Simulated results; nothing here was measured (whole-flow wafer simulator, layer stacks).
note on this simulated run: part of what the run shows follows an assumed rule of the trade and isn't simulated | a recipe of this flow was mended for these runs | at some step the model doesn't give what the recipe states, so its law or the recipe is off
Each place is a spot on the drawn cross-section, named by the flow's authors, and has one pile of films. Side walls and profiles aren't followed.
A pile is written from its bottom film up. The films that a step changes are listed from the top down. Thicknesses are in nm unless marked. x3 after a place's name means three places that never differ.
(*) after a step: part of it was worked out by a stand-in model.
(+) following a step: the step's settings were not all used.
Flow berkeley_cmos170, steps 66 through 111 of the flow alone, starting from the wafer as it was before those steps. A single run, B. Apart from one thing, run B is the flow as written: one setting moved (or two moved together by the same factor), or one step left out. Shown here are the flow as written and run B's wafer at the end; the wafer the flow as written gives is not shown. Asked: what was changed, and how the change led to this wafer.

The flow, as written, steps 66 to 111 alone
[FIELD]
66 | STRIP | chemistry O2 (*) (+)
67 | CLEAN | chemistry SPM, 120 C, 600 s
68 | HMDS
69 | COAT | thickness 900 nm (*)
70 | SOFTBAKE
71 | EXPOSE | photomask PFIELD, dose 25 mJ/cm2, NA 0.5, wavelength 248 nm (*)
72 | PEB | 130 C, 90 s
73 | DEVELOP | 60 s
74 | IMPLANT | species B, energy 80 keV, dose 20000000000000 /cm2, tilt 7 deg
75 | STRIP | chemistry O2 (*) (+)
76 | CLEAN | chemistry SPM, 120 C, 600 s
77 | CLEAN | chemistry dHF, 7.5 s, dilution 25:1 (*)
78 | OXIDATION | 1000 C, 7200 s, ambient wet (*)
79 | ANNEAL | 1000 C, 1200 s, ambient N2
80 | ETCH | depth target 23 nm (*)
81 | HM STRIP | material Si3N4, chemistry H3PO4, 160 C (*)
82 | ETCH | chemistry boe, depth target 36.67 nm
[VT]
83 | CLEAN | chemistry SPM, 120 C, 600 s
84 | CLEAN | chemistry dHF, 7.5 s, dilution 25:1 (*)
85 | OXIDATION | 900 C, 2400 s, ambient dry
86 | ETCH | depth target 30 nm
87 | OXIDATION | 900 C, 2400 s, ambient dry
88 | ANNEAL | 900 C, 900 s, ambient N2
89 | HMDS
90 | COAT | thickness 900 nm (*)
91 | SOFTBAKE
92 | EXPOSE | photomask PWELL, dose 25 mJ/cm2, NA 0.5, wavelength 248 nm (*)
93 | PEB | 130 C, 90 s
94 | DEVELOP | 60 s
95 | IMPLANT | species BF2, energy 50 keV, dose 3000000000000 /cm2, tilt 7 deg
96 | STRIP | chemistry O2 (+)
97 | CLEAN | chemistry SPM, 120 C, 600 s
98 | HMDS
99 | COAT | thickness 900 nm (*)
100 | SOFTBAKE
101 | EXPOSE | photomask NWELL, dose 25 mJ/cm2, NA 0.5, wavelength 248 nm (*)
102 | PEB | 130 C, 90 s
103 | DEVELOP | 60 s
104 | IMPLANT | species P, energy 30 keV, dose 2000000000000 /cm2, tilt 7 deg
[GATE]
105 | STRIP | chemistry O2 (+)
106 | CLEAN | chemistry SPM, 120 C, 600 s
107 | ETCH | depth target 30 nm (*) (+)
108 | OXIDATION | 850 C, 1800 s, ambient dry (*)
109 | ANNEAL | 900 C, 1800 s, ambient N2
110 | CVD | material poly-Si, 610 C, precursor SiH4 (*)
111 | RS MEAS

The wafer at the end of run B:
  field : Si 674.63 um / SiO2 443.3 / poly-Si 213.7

Cause: step 81, HM STRIP: 136 C was run, while the flow as written has 160 C.

How this came from the change, step by step:
  81 | HM STRIP | material Si3N4, chemistry H3PO4, 160 C (*)
      mark, sd_n, spacer_n and 9 more: Si3N4 loses 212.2 (all of it), SiO2 loses 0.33 (it would be, as written: Si3N4 loses 212.2 (all of it), SiO2 loses 11.1)
      field: SiO2 loses 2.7 (it would be, as written: SiO2 loses 17.7)
  82 | ETCH | chemistry boe, depth target 36.67 nm
      mark, spacer_n, gate_n and 7 more: SiO2 loses 26.2 (all of it) (it would be, as written: SiO2 loses 15.5 (all of it))
      sd_n, sd_p: SiO2 loses 26.3 (all of it) (it would be, as written: SiO2 loses 15.5 (all of it))
